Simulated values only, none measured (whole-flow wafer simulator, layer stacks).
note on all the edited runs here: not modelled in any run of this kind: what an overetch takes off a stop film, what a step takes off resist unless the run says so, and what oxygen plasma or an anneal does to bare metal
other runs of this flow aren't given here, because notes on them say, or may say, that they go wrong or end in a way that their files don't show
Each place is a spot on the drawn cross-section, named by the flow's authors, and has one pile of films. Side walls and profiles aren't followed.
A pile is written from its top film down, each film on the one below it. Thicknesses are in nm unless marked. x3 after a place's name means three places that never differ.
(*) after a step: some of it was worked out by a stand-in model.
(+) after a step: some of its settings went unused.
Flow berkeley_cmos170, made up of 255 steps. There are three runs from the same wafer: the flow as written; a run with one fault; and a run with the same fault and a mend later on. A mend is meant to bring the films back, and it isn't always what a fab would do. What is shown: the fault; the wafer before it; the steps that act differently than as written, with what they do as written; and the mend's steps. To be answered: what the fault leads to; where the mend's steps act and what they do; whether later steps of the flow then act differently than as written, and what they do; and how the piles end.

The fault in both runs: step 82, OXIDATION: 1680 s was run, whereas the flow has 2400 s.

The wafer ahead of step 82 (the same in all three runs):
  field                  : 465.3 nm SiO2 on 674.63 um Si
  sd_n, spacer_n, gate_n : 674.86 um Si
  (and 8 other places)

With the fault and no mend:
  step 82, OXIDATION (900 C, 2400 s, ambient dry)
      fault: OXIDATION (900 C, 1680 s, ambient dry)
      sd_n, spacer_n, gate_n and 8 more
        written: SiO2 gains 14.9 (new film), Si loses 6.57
        fault: SiO2 gains 11.9 (new film), Si loses 5.25
  Steps further on in the flow that do not act as written (49 more steps, not shown, differ only slightly: by at most 2% or 0.5 nm, whichever is larger):
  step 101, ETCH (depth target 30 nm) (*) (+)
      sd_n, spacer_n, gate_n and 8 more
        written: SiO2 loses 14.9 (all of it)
        fault: SiO2 loses 11.9 (all of it)
  At the end the piles are close to the flow's at the places that both follow, differing by at most 2% or 0.5 nm, whichever is larger.

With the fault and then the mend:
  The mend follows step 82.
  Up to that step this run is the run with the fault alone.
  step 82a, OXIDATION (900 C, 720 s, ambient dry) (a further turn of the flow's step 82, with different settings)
      sd_n, spacer_n, gate_n and 8 more
        SiO2 gains 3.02, Si loses 1.33
      field
        SiO2 gains 0.5, Si loses 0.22
  None of the later steps of the flow acts differently than as written at any place that is followed.
  The piles end the same as the flow's at every place that both follow.
